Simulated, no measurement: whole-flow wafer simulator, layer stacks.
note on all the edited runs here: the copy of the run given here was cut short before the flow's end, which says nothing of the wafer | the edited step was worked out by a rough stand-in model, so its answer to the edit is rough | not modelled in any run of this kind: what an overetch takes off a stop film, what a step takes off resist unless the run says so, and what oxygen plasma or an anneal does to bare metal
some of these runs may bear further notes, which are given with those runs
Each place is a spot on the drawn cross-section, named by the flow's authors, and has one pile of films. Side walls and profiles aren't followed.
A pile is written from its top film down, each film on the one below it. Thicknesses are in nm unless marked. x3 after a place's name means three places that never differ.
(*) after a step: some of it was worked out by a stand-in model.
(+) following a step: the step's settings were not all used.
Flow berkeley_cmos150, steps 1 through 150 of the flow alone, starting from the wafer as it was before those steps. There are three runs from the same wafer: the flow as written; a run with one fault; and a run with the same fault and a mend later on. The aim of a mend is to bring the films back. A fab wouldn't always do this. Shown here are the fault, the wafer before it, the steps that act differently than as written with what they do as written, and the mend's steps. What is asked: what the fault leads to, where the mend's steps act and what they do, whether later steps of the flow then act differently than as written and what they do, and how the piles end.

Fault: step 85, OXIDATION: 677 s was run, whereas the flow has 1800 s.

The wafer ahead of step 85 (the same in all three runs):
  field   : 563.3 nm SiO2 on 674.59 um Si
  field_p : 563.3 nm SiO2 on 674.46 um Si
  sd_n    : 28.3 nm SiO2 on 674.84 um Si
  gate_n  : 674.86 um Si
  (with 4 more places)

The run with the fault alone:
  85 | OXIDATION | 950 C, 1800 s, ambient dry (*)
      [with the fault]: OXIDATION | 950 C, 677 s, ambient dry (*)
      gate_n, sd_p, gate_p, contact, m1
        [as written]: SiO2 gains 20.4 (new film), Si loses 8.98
        [with the fault]: SiO2 gains 11.2 (new film), Si loses 4.95
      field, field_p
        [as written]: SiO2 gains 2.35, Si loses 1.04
        [with the fault]: SiO2 gains 0.89, Si loses 0.39
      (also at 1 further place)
  Steps later in the flow that act otherwise than as written (27 other steps are not shown; they differ only slightly, by no more than 2% or 0.5 nm, whichever is larger):
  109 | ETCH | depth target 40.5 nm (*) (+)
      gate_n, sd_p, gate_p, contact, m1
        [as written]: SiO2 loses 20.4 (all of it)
        [with the fault]: SiO2 loses 11.2 (all of it)
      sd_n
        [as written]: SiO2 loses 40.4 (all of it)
        [with the fault]: SiO2 loses 33.5 (all of it)
  When the end is reached, the piles differ only a little from the flow's at the places that both follow, at most by 2% or 0.5 nm, whichever is larger.

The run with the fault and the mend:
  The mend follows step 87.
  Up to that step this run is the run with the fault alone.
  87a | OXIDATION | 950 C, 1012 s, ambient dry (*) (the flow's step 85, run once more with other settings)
      gate_n, sd_p, gate_p, contact, m1
        SiO2 gains 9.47, Si loses 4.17
      field, field_p
        SiO2 gains 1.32, Si loses 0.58
      sd_n
        SiO2 gains 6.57, Si loses 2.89
  Later steps of the flow that are run all act as written at every place that is followed, up to a difference of at most 2% or 0.5 nm, whichever is larger.
  When the end is reached, the piles differ only a little from the flow's at the places that both follow, at most by 2% or 0.5 nm, whichever is larger.
